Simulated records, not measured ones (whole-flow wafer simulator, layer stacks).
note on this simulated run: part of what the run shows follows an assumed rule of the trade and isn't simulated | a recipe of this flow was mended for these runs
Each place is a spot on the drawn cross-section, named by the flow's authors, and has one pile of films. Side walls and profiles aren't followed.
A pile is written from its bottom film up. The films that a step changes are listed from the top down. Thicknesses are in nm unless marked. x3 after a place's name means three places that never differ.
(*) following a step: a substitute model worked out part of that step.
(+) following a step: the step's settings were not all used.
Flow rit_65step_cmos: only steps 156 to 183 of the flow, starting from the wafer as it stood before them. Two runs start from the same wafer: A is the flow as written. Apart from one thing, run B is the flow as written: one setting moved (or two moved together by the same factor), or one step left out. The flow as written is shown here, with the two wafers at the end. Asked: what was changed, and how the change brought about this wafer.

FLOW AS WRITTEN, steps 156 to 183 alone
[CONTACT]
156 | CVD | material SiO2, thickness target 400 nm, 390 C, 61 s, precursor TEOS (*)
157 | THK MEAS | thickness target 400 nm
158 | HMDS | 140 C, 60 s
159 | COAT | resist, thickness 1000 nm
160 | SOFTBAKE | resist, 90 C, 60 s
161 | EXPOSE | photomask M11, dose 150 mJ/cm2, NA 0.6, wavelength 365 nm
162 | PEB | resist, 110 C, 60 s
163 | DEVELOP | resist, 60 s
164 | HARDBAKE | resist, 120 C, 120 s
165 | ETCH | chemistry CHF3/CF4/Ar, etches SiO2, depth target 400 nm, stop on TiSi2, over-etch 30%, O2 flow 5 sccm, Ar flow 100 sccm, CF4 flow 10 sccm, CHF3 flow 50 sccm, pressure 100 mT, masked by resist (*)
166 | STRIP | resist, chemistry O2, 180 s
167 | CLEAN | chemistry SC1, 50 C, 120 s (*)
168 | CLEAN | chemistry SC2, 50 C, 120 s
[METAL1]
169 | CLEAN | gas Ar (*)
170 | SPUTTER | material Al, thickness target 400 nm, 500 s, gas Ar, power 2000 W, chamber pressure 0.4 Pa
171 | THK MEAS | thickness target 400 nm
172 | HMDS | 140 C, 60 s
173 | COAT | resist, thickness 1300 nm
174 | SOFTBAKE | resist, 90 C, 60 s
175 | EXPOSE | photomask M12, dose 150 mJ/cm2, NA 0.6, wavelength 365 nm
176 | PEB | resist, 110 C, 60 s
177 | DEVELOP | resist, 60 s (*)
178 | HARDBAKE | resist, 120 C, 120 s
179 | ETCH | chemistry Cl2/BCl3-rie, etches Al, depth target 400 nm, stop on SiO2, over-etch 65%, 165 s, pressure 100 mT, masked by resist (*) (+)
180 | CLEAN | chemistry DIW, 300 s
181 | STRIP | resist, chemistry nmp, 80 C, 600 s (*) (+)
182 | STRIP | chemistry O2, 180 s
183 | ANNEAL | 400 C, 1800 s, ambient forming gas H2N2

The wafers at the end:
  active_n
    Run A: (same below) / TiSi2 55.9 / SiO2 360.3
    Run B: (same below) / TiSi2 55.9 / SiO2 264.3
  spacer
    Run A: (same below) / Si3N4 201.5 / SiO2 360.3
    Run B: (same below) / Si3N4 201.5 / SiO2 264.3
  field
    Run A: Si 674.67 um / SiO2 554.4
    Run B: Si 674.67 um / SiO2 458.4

What caused this: step 156, CVD: thickness target 304 nm was run, while the flow as written has thickness target 400 nm; step 156, CVD: 46 s was run, where the flow has 61 s.

Step by step, how the change led to this:
  156 | CVD | material SiO2, thickness target 400 nm, 390 C, 61 s, precursor TEOS (*)
      active_n, active_p, gate_n and 7 more: A SiO2 gains 400 (new film) | B SiO2 gains 304 (new film)
      field, field_pw, field_nw, field_p: A SiO2 gains 400 | B SiO2 gains 304
  165 | ETCH | chemistry CHF3/CF4/Ar, etches SiO2, depth target 400 nm, stop on TiSi2, over-etch 30%, O2 flow 5 sccm, Ar flow 100 sccm, CF4 flow 10 sccm, CHF3 flow 50 sccm, pressure 100 mT, masked by resist (*)
      field, field_pw, field_nw and 10 more: A resist loses 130 | B resist loses 98.8
      contact: A SiO2 loses 400 (all of it), TiSi2 loses 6 | B SiO2 loses 304 (all of it), TiSi2 loses 10.8
  166 | STRIP | resist, chemistry O2, 180 s
      active_n, active_p: A resist loses 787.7 (all of it) | B resist loses 818.3 (all of it)
      field: A resist loses 847 (all of it) | B resist loses 877.7 (all of it)
      (and at 10 other places as well)
  170 | SPUTTER | material Al, thickness target 400 nm, 500 s, gas Ar, power 2000 W, chamber pressure 0.4 Pa
      contact: A Al gains 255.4 (new film) | B Al gains 284.5 (new film)
  173 | COAT | resist, thickness 1300 nm
      contact: A resist gains 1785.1 (new film) | B resist gains 1682.6 (new film)
  176 | PEB | resist, 110 C, 60 s
      contact: A resist loses 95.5 | B resist loses 89.7
  178 | HARDBAKE | resist, 120 C, 120 s
      contact: A resist loses 62.1 | B resist loses 58.1
  181 | STRIP | resist, chemistry nmp, 80 C, 600 s (*) (+)
      contact: A resist loses 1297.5 (all of it) | B resist loses 1204.7 (all of it)
